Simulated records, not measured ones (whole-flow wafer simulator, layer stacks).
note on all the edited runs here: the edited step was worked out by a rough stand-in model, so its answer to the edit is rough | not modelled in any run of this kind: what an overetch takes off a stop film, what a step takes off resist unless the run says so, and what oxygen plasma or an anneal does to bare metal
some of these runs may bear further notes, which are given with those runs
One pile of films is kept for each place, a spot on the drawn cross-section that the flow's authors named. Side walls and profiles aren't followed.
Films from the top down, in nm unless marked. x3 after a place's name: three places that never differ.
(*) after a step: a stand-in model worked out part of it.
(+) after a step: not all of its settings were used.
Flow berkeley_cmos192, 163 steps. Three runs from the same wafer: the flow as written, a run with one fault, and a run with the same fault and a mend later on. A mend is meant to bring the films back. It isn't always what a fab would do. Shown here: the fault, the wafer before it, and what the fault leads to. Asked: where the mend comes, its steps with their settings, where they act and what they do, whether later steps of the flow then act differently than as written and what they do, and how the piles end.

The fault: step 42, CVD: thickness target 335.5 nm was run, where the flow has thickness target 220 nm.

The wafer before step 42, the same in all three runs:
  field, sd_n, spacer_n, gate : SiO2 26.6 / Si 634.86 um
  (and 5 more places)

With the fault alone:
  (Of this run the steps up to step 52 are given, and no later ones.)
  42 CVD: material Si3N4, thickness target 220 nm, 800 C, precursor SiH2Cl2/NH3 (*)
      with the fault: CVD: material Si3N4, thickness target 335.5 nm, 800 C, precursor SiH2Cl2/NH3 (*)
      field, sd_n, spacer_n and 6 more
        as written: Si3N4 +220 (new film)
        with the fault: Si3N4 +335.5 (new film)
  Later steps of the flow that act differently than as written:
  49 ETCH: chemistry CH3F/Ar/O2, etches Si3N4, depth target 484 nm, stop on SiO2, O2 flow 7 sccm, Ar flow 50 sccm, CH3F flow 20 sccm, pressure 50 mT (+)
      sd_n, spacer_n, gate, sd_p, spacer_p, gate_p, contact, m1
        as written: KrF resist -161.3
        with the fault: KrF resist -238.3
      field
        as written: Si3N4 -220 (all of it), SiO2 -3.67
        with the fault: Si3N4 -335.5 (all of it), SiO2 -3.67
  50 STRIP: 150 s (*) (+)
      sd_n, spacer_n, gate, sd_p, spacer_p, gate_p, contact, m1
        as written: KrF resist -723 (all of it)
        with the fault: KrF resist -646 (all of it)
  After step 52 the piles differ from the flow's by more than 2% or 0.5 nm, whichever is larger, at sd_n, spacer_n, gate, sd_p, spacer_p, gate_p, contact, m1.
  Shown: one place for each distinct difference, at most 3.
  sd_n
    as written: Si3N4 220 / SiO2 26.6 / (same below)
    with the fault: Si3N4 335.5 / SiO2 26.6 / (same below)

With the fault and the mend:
  The mend comes after step 42.
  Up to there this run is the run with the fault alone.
  42a ETCH: chemistry h3po4, depth target 115.5 nm
      field, sd_n, spacer_n and 6 more
        Si3N4 -115.5
  No later step of the flow acts differently than as written at any place that is followed.
  At the end the piles are the same as the flow's at every place that both follow.
